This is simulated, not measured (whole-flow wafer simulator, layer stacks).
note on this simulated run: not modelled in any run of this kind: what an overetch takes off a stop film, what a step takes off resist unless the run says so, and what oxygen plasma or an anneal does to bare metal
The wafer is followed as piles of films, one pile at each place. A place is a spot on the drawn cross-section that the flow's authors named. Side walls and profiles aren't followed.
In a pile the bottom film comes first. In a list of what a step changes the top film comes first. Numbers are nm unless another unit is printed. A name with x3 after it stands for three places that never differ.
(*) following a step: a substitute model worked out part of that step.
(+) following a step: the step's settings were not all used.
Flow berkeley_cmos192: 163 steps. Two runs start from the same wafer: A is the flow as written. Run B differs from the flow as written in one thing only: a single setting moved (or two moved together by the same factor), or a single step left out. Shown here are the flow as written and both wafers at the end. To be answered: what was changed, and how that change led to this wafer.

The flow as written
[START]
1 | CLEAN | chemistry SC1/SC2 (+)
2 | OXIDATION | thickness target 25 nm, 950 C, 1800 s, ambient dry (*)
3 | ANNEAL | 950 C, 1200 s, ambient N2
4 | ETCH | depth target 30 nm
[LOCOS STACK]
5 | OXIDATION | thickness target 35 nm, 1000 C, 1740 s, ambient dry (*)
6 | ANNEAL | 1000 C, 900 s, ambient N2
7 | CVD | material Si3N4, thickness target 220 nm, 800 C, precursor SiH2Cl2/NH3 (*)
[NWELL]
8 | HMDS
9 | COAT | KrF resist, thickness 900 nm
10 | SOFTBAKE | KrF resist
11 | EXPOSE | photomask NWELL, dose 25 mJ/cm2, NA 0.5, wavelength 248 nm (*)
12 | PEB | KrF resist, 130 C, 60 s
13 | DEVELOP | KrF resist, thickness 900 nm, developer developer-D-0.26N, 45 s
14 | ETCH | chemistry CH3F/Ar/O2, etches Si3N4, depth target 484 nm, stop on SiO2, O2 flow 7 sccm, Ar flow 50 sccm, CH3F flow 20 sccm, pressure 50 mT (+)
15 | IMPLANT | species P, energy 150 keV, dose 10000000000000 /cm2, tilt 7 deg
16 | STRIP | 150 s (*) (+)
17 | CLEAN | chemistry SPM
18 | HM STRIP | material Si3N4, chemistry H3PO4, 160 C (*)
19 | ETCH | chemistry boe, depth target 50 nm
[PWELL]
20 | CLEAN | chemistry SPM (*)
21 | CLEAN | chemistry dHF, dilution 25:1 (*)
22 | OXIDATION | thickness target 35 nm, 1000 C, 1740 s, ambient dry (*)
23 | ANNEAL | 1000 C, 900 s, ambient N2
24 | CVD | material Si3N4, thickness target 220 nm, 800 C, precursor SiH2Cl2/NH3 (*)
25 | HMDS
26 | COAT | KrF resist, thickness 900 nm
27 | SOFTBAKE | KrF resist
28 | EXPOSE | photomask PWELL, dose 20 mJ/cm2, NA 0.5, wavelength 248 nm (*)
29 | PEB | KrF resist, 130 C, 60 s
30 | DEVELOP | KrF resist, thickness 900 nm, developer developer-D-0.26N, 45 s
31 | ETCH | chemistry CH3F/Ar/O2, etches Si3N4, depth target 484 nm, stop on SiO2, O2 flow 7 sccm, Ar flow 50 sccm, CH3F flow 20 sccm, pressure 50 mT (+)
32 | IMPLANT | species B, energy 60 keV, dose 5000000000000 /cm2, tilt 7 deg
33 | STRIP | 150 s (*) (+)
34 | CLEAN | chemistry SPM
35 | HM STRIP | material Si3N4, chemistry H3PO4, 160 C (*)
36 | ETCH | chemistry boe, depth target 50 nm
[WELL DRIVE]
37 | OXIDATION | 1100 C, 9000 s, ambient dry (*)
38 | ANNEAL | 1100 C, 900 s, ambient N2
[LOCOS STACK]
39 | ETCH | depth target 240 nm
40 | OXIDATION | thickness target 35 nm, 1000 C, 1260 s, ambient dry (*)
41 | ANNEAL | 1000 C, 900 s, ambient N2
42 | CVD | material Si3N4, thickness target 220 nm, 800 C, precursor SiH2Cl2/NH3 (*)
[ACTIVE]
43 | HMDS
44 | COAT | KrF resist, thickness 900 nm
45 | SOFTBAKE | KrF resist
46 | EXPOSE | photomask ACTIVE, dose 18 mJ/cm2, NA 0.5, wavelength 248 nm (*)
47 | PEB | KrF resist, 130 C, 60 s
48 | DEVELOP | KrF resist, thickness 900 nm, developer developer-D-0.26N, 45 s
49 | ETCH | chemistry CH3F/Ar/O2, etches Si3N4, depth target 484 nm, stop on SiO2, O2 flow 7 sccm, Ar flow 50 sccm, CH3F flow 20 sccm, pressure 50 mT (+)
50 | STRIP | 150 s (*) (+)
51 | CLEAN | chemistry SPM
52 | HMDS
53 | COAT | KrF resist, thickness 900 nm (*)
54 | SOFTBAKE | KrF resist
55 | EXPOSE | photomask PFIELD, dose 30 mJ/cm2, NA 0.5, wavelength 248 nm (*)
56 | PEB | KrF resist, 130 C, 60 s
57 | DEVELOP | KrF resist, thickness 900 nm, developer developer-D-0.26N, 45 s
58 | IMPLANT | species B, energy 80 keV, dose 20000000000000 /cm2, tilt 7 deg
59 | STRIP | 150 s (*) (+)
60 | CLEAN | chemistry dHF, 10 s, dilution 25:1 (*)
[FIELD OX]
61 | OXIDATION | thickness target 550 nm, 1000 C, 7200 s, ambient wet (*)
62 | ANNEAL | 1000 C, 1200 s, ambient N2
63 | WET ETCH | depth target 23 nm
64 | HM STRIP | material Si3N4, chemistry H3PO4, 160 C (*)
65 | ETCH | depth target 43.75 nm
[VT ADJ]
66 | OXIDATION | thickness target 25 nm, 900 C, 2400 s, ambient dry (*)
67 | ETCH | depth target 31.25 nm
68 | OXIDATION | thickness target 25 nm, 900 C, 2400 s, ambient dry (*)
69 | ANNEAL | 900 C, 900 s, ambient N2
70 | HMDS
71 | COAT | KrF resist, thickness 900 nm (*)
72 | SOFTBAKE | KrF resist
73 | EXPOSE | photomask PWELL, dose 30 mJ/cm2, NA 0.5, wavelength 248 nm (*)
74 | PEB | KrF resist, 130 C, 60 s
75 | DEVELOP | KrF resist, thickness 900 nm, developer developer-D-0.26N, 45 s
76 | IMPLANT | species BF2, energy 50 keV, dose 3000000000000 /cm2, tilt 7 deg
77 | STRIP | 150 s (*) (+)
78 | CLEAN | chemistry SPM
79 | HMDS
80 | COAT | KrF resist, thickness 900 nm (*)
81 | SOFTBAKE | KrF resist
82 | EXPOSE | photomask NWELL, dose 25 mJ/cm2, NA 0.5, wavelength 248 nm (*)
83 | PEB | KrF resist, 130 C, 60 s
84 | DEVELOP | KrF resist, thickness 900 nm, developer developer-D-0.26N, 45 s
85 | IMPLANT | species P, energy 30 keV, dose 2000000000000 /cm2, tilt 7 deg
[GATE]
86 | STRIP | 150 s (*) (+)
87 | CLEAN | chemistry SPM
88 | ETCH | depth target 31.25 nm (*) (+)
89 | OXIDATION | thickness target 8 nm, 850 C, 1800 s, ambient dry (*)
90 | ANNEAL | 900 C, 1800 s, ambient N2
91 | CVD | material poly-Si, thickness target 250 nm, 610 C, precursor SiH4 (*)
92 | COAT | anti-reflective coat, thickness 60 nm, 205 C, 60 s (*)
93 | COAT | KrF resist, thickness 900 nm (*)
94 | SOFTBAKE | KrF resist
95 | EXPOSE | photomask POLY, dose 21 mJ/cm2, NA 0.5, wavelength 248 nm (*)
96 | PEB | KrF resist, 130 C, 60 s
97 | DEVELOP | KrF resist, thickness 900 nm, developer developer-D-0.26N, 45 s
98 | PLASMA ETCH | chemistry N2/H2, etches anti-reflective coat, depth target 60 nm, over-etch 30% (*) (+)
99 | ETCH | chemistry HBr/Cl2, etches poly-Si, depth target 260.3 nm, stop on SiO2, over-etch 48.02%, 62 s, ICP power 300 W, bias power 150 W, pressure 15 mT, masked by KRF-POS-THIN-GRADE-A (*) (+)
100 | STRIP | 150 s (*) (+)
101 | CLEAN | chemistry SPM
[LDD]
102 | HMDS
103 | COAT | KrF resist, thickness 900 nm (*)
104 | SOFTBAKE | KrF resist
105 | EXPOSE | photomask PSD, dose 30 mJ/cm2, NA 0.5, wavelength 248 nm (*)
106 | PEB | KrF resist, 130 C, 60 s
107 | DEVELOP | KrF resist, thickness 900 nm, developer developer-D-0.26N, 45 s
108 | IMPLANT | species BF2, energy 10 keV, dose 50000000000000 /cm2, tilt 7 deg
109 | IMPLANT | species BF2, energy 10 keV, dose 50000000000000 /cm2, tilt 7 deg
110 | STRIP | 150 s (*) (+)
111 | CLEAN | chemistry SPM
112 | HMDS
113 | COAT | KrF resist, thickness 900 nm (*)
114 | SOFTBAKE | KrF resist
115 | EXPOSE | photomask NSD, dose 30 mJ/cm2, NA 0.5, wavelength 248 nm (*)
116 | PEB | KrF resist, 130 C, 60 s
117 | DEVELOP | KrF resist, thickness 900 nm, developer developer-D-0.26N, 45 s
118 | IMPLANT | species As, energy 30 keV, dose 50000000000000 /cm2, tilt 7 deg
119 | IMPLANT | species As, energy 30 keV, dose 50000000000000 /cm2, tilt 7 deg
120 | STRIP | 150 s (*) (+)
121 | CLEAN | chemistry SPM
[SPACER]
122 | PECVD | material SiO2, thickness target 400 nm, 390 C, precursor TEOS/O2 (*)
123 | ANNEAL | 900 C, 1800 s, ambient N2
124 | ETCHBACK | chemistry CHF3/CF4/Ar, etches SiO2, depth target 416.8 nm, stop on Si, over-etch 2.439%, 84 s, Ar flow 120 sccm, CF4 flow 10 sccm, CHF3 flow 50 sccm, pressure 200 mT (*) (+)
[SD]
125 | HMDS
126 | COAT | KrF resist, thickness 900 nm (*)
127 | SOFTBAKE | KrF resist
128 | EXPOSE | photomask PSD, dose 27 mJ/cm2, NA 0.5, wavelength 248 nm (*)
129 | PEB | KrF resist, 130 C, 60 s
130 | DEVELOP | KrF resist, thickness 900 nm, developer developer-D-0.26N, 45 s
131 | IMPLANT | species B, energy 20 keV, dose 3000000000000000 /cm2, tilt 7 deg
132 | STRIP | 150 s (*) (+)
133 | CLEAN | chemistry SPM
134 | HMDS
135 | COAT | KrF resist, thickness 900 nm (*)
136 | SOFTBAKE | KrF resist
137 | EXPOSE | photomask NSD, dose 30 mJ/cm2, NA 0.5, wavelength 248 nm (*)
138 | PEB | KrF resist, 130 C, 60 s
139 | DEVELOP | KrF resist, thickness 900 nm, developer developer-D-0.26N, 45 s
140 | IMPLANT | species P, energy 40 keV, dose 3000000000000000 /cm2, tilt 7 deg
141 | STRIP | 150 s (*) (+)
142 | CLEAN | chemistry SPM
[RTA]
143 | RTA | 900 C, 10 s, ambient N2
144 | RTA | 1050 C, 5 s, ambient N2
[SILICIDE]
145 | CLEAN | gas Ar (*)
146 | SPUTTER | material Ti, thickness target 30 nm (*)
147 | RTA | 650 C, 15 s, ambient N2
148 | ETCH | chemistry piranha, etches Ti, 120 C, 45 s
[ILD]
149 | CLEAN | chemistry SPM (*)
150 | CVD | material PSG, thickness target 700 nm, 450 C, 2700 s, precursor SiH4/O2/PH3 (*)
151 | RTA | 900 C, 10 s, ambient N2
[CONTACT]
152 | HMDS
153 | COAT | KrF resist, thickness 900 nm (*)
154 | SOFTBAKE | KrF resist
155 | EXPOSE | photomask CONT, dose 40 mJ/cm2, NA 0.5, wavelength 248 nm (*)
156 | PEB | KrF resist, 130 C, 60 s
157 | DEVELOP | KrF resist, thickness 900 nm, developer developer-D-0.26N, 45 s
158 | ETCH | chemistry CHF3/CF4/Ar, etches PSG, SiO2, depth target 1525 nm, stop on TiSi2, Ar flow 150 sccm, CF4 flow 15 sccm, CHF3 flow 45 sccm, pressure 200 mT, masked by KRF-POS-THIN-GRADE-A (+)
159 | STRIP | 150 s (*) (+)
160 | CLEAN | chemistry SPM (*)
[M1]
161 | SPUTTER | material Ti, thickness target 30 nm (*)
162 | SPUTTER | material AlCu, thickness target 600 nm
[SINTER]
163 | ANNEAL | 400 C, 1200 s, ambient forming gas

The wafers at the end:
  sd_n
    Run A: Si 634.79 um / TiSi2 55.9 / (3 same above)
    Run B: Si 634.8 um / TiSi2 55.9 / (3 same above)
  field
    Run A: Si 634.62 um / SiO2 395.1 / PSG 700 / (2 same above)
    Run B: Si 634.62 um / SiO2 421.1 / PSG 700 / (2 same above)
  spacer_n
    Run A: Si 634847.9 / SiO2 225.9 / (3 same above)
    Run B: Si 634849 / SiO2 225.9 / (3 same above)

Cause: step 65, ETCH: depth target 17.5 nm was run, while the flow as written has depth target 43.75 nm.

How this came from the change, step by step:
  65 | ETCH | depth target 43.75 nm
      sd_n, spacer_n, gate, sd_p, spacer_p, gate_p, contact, m1: A SiO2 loses 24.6 (all of it) | B SiO2 loses 17.5
      field: A SiO2 loses 43.8 | B SiO2 loses 17.5
  66 | OXIDATION | thickness target 25 nm, 900 C, 2400 s, ambient dry (*)
      spacer_n, spacer_p, gate_p, contact, m1: A SiO2 gains 14.9 (new film), Si loses 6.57 | B SiO2 gains 12.6, Si loses 5.54
      sd_n, gate, sd_p: A SiO2 gains 14.9 (new film), Si loses 6.57 | B SiO2 gains 12.6, Si loses 5.53
  67 | ETCH | depth target 31.25 nm
      spacer_n, spacer_p, gate_p, contact, m1: A SiO2 loses 14.9 (all of it) | B SiO2 loses 19.6 (all of it)
      sd_n, gate, sd_p: A SiO2 loses 14.9 (all of it) | B SiO2 loses 19.7 (all of it)
  92 | COAT | anti-reflective coat, thickness 60 nm, 205 C, 60 s (*)
      sd_n: A anti-reflective coat gains 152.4 (new film) | B anti-reflective coat gains 171.4 (new film)
      spacer_n: A anti-reflective coat gains 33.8 (new film) | B anti-reflective coat gains 28.2 (new film)
      (also at 6 further places)
  93 | COAT | KrF resist, thickness 900 nm (*)
      spacer_n: A KrF resist gains 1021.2 (new film) | B KrF resist gains 1042.4 (new film)
      gate: A KrF resist gains 1023.8 (new film) | B KrF resist gains 1045.3 (new film)
  97 | DEVELOP | KrF resist, thickness 900 nm, developer developer-D-0.26N, 45 s
      spacer_n: A KrF resist loses 1019.5 (all of it) | B KrF resist loses 1040.7 (all of it)
  98 | PLASMA ETCH | chemistry N2/H2, etches anti-reflective coat, depth target 60 nm, over-etch 30% (*) (+)
      field: A anti-reflective coat loses 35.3 (all of it), poly-Si loses 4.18 | B anti-reflective coat loses 35.4 (all of it), poly-Si loses 4.81
      sd_n: A anti-reflective coat loses 152.4 (all of it), poly-Si loses 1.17 | B anti-reflective coat loses 171.4 (all of it), poly-Si loses 1.32
      (also at 5 further places)
  100 | STRIP | 150 s (*) (+)
      gate: A chemical SiO2 gains 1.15 (new film), KrF resist loses 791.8 (all of it), anti-reflective coat loses 30 (all of it), poly-Si loses 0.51 | B chemical SiO2 gains 1.15 (new film), KrF resist loses 813.3 (all of it), anti-reflective coat loses 23.8 (all of it), poly-Si loses 0.51
      gate_p: A chemical SiO2 gains 1.15 (new film), KrF resist loses 765.1 (all of it), anti-reflective coat loses 31 (all of it), poly-Si loses 0.51 | B chemical SiO2 gains 1.15 (new film), KrF resist loses 778.6 (all of it), anti-reflective coat loses 27 (all of it), poly-Si loses 0.51
  147 | RTA | 650 C, 15 s, ambient N2
      sd_p: A Ti loses 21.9, TiSi first gains 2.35 (new film), TiSi2 C49 gains 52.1 (new film), Si loses 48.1 | B Ti loses 21.4, TiSi first gains 1.3 (new film), TiSi2 C49 gains 52.6 (new film), Si loses 47.8
  151 | RTA | 900 C, 10 s, ambient N2
      sd_p: A under 1 film: TiSi2 gains 52.2 (new film), TiSi first loses 2.25 (all of it), TiSi2 C49 loses 52.1 (all of it), Si loses 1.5 | B under 1 film: TiSi2 gains 51.2 (new film), TiSi first loses 1.19 (all of it), TiSi2 C49 loses 52.6 (all of it), Si loses 0.79
  162 | SPUTTER | material AlCu, thickness target 600 nm
      sd_p: A AlCu gains 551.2 (new film) | B AlCu gains 536.2 (new film)
